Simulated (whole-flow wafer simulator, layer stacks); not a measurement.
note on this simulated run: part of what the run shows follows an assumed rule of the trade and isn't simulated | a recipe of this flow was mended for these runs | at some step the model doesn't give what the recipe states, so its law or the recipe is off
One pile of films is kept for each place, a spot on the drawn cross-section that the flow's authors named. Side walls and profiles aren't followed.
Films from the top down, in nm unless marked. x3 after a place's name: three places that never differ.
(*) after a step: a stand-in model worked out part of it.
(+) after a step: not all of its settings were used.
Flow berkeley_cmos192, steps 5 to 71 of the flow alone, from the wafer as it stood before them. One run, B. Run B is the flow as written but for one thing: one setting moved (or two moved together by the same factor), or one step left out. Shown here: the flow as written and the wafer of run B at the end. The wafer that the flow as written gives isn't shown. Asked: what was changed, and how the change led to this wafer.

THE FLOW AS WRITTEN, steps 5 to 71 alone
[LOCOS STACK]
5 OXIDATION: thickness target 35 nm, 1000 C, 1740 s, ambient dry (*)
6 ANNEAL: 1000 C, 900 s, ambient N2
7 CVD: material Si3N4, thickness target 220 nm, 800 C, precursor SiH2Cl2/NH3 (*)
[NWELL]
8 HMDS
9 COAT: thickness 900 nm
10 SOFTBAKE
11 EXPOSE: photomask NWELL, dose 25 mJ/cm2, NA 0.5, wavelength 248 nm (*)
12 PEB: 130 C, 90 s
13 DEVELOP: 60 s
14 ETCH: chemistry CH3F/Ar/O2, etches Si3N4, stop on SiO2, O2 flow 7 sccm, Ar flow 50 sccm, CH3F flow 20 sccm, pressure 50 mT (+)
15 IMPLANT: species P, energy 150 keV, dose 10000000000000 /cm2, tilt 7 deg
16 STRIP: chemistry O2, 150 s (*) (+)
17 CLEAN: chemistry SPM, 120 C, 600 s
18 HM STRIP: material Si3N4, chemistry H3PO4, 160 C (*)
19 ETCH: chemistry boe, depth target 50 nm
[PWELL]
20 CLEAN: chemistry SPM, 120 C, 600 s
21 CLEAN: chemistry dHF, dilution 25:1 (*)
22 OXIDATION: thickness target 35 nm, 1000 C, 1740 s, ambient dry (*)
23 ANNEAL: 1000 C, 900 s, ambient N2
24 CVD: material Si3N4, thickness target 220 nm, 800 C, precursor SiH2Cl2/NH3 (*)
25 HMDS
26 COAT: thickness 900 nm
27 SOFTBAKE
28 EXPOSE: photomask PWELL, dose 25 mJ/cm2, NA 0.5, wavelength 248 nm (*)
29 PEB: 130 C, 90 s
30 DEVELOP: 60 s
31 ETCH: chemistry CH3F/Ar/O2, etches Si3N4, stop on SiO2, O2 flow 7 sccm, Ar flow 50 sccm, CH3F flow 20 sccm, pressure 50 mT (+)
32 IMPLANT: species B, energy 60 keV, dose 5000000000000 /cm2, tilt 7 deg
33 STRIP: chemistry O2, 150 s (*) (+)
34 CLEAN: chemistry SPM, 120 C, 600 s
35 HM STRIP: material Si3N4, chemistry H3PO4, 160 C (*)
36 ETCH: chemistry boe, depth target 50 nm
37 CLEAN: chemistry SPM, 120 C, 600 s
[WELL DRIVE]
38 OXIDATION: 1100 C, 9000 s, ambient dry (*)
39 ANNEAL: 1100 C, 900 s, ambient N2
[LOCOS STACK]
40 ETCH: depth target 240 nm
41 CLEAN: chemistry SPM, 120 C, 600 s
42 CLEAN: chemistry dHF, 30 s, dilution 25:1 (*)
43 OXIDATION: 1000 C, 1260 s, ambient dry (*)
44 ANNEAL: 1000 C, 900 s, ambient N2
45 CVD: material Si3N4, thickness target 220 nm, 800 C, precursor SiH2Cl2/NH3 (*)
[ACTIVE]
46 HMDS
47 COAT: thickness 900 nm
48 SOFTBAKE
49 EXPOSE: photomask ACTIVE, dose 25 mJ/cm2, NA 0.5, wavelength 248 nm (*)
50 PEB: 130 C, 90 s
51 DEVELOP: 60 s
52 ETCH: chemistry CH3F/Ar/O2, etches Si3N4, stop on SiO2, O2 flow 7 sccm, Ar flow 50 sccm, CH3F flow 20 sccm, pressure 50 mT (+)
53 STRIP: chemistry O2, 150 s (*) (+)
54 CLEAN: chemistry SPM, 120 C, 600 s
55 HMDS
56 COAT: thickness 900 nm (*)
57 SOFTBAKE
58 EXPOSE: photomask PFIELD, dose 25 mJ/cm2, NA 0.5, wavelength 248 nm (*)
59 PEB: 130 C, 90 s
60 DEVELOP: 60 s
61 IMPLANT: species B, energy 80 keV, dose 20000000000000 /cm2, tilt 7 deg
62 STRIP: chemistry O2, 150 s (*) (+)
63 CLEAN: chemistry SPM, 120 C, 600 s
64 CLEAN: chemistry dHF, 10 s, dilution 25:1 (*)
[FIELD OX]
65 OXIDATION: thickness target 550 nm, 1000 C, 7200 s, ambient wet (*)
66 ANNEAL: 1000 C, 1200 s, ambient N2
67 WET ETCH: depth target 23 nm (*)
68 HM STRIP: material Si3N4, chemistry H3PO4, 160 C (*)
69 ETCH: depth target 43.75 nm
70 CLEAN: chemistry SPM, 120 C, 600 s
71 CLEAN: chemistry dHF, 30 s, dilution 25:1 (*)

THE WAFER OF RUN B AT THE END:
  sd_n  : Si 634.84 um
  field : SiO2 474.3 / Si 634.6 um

The cause: step 5, OXIDATION: 1150 C was run, where the flow has 1000 C.

How the change led to this, step by step:
  5 OXIDATION: thickness target 35 nm, 1000 C, 1740 s, ambient dry (*)
      field, sd_n, spacer_n and 6 more: SiO2 +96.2 (new film), Si -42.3 (as written it would be: SiO2 +31.6 (new film), Si -13.9)
  19 ETCH: chemistry boe, depth target 50 nm
      field, sd_n, spacer_n, gate, contact, m1: SiO2 -50 (as written it would be: SiO2 -18.7 (all of it))
      sd_p, spacer_p, gate_p: SiO2 -50 (as written it would be: SiO2 -7.69 (all of it))
  20 CLEAN: chemistry SPM, 120 C, 600 s
      field, sd_n, spacer_n and 6 more: nothing (as written it would be: chemical SiO2 +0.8 (new film), Si -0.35)
  21 CLEAN: chemistry dHF, dilution 25:1 (*)
      field, sd_n, spacer_n and 6 more: nothing (as written it would be: chemical SiO2 -0.8 (all of it))
  22 OXIDATION: thickness target 35 nm, 1000 C, 1740 s, ambient dry (*)
      field, sd_n, spacer_n, gate, contact, m1: SiO2 +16, Si -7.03 (as written it would be: SiO2 +31.6 (new film), Si -13.9)
      sd_p, spacer_p, gate_p: SiO2 +18.1, Si -7.94 (as written it would be: SiO2 +31.6 (new film), Si -13.9)
  36 ETCH: chemistry boe, depth target 50 nm
      field, sd_n, spacer_n, gate, contact, m1: SiO2 -28.5 (all of it) (as written it would be: SiO2 -10.9 (all of it))
      sd_p, spacer_p, gate_p: SiO2 -30.6 (all of it) (as written it would be: SiO2 -21.9 (all of it))
